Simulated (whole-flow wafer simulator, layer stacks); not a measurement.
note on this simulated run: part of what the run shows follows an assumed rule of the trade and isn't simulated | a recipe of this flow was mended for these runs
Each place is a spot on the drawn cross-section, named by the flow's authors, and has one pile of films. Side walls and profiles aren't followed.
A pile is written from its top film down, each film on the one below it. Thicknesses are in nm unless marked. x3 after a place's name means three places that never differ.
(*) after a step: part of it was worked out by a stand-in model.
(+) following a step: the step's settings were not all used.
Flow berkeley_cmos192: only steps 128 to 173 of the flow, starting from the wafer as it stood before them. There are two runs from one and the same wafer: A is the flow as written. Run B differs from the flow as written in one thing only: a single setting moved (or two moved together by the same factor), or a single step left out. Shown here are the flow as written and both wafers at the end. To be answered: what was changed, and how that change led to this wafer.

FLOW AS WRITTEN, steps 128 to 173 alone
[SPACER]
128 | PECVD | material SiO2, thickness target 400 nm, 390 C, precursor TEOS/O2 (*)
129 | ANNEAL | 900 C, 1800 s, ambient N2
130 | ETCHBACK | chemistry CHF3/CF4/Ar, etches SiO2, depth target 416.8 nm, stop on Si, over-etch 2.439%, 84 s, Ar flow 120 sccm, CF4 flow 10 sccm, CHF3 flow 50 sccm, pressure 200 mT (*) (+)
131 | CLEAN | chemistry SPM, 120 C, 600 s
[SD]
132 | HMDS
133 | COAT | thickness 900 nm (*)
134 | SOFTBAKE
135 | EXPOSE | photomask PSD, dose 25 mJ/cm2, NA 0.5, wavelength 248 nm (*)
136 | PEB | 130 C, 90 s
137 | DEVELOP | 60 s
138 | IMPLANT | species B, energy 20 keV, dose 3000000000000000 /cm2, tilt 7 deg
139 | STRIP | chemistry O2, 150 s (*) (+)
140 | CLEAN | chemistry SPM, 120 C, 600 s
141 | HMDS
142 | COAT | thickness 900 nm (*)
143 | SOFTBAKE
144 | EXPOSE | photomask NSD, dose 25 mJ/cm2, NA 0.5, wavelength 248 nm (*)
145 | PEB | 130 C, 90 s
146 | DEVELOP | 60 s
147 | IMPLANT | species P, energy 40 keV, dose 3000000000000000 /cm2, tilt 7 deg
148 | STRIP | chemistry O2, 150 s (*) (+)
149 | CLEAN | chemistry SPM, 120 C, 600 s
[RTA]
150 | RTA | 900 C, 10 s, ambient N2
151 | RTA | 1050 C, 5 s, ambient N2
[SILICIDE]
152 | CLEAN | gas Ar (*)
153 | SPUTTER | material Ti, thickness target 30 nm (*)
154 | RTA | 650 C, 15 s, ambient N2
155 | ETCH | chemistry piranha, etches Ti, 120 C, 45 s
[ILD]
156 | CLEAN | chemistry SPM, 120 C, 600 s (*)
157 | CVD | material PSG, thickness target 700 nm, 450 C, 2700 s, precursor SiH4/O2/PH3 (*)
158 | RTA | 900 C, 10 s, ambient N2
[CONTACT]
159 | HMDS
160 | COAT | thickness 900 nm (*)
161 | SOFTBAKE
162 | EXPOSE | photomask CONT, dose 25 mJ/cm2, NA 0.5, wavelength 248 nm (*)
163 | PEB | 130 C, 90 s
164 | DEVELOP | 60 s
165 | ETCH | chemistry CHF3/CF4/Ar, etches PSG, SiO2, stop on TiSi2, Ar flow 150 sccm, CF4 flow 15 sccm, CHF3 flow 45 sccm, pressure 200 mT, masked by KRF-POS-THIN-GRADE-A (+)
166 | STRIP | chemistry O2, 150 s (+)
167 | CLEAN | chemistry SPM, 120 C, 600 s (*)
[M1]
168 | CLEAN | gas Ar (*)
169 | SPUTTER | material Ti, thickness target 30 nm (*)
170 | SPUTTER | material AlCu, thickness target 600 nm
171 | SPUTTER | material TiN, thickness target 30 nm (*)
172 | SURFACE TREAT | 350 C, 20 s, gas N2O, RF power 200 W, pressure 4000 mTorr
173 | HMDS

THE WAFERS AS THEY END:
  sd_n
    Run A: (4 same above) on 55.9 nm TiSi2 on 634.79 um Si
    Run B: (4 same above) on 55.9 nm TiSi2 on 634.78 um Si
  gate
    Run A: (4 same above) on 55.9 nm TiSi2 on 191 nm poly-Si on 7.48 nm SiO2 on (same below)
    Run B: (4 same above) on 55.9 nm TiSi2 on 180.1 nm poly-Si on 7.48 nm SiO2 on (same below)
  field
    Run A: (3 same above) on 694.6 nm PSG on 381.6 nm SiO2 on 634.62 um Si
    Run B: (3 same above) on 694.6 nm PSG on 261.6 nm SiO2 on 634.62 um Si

Cause: step 128, PECVD: thickness target 280 nm was run, while the flow as written has thickness target 400 nm.

Step by step, how the change led to this:
  128 | PECVD | material SiO2, thickness target 400 nm, 390 C, precursor TEOS/O2 (*)
      field, sd_n, contact, m1: A +400 SiO2 | B +280 SiO2
      spacer_n, sd_p, spacer_p: A +386.5 SiO2 | B +271 SiO2
      (and at 2 other places as well)
  130 | ETCHBACK | chemistry CHF3/CF4/Ar, etches SiO2, depth target 416.8 nm, stop on Si, over-etch 2.439%, 84 s, Ar flow 120 sccm, CF4 flow 10 sccm, CHF3 flow 50 sccm, pressure 200 mT (*) (+)
      spacer_n, spacer_p: A -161 SiO2 | B -165.4 SiO2
      gate, gate_p: A -400 SiO2 (all of it), -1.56 chemical SiO2 (all of it), -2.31 poly-Si | B -280 SiO2 (all of it), -1.56 chemical SiO2 (all of it), -13.2 poly-Si
      (and at 4 other places as well)
  133 | COAT | thickness 900 nm (*)
      field: A +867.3 KrF-resist (new film) | B +891.5 KrF-resist (new film)
      sd_n: A +993.2 KrF-resist (new film) | B +932.1 KrF-resist (new film)
      (and at 7 other places as well)
  137 | DEVELOP | 60 s
      sd_p: A -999 KrF-resist (all of it) | B -943.7 KrF-resist (all of it)
      spacer_p: A -778.4 KrF-resist (all of it) | B -835.1 KrF-resist (all of it)
      (and at 1 other place as well)
  139 | STRIP | chemistry O2, 150 s (*) (+)
      field: A -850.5 KrF-resist (all of it) | B -874.6 KrF-resist (all of it)
      sd_n: A -976 KrF-resist (all of it), +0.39 chemical SiO2, -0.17 Si | B -915.1 KrF-resist (all of it), +0.4 chemical SiO2, -0.18 Si
      (and at 4 other places as well)
  142 | COAT | thickness 900 nm (*)
      field: A +867.4 KrF-resist (new film) | B +891.5 KrF-resist (new film)
      sd_n: A +993.1 KrF-resist (new film) | B +932 KrF-resist (new film)
      (and at 7 other places as well)
  146 | DEVELOP | 60 s
      sd_n: A -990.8 KrF-resist (all of it) | B -929.9 KrF-resist (all of it)
      spacer_n: A -783.7 KrF-resist (all of it) | B -836.6 KrF-resist (all of it)
      (and at 3 other places as well)
  148 | STRIP | chemistry O2, 150 s (*) (+)
      gate_p: A -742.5 KrF-resist (all of it), +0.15 chemical SiO2 | B -690.2 KrF-resist (all of it), +0.15 chemical SiO2, -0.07 poly-Si
      field: A -850.5 KrF-resist (all of it) | B -874.6 KrF-resist (all of it)
      (and at 2 other places as well)
  153 | SPUTTER | material Ti, thickness target 30 nm (*)
      sd_p: A +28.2 Ti (new film) | B +29.6 Ti (new film)
  154 | RTA | 650 C, 15 s, ambient N2
      sd_p: A -22 Ti, +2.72 TiSi first (new film), +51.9 TiSi2 C49 (new film), -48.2 Si | B -23.1 Ti, +5.41 TiSi first (new film), +50.7 TiSi2 C49 (new film), -48.8 Si
  157 | CVD | material PSG, thickness target 700 nm, 450 C, 2700 s, precursor SiH4/O2/PH3 (*)
      sd_p: A +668 PSG (new film) | B +690.8 PSG (new film)
  158 | RTA | 900 C, 10 s, ambient N2
      sd_p: A under 1 film: +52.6 TiSi2 (new film), -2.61 TiSi first (all of it), -51.9 TiSi2 C49 (all of it), -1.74 Si | B under 1 film: +55.1 TiSi2 (new film), -5.3 TiSi first (all of it), -50.7 TiSi2 C49 (all of it), -3.52 Si
  160 | COAT | thickness 900 nm (*)
      sd_n: A +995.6 KrF-resist (new film) | B +930.4 KrF-resist (new film)
      spacer_n: A +823.6 KrF-resist (new film) | B +863.8 KrF-resist (new film)
      (and at 6 other places as well)
  164 | DEVELOP | 60 s
      contact: A -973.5 KrF-resist (all of it) | B -922.2 KrF-resist (all of it)
  166 | STRIP | chemistry O2, 150 s (+)
      field: A -672.6 KrF-resist (all of it) | B -689.1 KrF-resist (all of it)
      sd_n: A -784.4 KrF-resist (all of it) | B -719.4 KrF-resist (all of it)
      (and at 6 other places as well)
  169 | SPUTTER | material Ti, thickness target 30 nm (*)
      sd_p: A +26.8 Ti (new film) | B +29.1 Ti (new film)
  ... and 1 more step ...
  171 | SPUTTER | material TiN, thickness target 30 nm (*)
      sd_p: A +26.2 TiN (new film) | B +29.1 TiN (new film)
